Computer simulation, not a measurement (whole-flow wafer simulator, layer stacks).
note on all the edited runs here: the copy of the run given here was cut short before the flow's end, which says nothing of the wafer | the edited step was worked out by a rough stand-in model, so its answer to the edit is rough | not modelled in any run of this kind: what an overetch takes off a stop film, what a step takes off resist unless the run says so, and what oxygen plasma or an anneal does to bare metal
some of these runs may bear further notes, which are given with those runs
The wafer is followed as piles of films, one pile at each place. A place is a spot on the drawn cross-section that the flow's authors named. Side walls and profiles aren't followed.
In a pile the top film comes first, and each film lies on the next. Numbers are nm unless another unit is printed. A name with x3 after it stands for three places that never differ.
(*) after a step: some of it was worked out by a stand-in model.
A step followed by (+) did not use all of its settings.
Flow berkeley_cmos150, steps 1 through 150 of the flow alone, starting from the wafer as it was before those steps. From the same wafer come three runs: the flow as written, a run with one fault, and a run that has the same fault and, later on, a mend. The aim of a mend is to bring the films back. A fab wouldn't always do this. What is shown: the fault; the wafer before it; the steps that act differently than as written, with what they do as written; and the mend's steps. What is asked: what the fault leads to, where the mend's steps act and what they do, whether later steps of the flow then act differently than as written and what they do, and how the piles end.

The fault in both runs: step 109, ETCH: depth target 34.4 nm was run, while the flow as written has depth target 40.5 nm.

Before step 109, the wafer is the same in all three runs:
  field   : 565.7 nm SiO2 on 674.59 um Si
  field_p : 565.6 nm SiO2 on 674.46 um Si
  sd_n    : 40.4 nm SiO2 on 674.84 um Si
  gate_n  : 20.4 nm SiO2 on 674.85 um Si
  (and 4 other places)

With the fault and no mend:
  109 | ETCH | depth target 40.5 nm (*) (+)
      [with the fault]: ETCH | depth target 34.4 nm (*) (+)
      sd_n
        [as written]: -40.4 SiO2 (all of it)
        [with the fault]: -34.4 SiO2
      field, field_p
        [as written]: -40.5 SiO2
        [with the fault]: -34.4 SiO2
  Steps later in the flow that act otherwise than as written (16 other steps are not shown; they differ only slightly, by no more than 2% or 0.5 nm, whichever is larger):
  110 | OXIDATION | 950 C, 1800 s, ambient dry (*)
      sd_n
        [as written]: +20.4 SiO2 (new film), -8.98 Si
        [with the fault]: +16.9 SiO2, -7.45 Si
  At sd_n, the piles at the end differ from the flow's by more than 2% or 0.5 nm, whichever is larger.
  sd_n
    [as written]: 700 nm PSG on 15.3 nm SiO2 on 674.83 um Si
    [with the fault]: 700 nm PSG on 17.9 nm SiO2 on 674.83 um Si

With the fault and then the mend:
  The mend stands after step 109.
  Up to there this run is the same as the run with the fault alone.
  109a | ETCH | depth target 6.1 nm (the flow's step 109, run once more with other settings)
      field, field_p
        -6.1 SiO2
      sd_n
        -6.04 SiO2 (all of it)
  None of the later steps of the flow differs from how it acts as written, at any place that is followed, by more than 2% or 0.5 nm, whichever is larger.
  The piles end the same as the flow's at every place that both follow.
